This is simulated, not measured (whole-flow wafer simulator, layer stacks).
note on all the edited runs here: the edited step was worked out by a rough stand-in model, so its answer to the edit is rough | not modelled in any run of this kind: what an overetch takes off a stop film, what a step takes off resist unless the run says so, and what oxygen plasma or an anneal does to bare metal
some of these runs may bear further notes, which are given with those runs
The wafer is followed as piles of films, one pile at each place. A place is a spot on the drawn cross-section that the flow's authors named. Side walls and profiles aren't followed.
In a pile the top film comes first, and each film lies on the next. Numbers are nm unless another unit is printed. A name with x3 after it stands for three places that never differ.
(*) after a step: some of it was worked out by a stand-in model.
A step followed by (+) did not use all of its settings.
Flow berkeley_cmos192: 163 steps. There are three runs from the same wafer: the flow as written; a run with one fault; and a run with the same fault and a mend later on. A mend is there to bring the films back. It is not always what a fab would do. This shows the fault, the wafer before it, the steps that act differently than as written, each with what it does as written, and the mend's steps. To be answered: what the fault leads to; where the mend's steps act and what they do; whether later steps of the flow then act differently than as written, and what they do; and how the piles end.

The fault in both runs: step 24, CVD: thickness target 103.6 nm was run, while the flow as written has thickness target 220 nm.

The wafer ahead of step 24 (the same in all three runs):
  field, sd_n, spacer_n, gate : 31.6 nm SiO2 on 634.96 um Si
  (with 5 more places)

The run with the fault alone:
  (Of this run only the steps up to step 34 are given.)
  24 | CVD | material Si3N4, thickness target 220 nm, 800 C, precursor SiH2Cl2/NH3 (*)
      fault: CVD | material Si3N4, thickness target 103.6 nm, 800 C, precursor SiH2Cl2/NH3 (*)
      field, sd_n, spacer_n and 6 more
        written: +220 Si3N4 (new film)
        fault: +103.6 Si3N4 (new film)
  Steps further on in the flow that do not act as written:
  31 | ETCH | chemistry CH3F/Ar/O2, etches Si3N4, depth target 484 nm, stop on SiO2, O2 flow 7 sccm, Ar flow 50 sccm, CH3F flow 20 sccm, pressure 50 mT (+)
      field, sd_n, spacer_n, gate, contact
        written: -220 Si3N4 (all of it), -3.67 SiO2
        fault: -103.6 Si3N4 (all of it), -3.67 SiO2
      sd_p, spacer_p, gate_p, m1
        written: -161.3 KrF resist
        fault: -83.7 KrF resist
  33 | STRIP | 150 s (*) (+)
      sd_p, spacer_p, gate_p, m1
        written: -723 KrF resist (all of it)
        fault: -800.6 KrF resist (all of it)
  After step 34, at sd_p, spacer_p, gate_p, m1, the piles differ from the flow's by more than 2% or 0.5 nm, whichever is larger.
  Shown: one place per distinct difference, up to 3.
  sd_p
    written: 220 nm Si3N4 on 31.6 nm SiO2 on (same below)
    fault: 103.6 nm Si3N4 on 31.6 nm SiO2 on (same below)

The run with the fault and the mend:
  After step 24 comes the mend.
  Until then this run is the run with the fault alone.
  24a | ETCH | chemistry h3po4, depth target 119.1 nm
      field, sd_n, spacer_n and 6 more
        -103.6 Si3N4 (all of it)
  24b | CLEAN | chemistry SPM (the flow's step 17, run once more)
      alters no film at any place that is followed
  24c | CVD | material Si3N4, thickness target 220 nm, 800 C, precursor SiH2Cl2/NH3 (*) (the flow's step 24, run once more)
      field, sd_n, spacer_n and 6 more
        +220 Si3N4 (new film)
  Every later step of the flow that is run acts as written at every place that is followed.
  At every place that both follow, the piles at the end match the flow's.
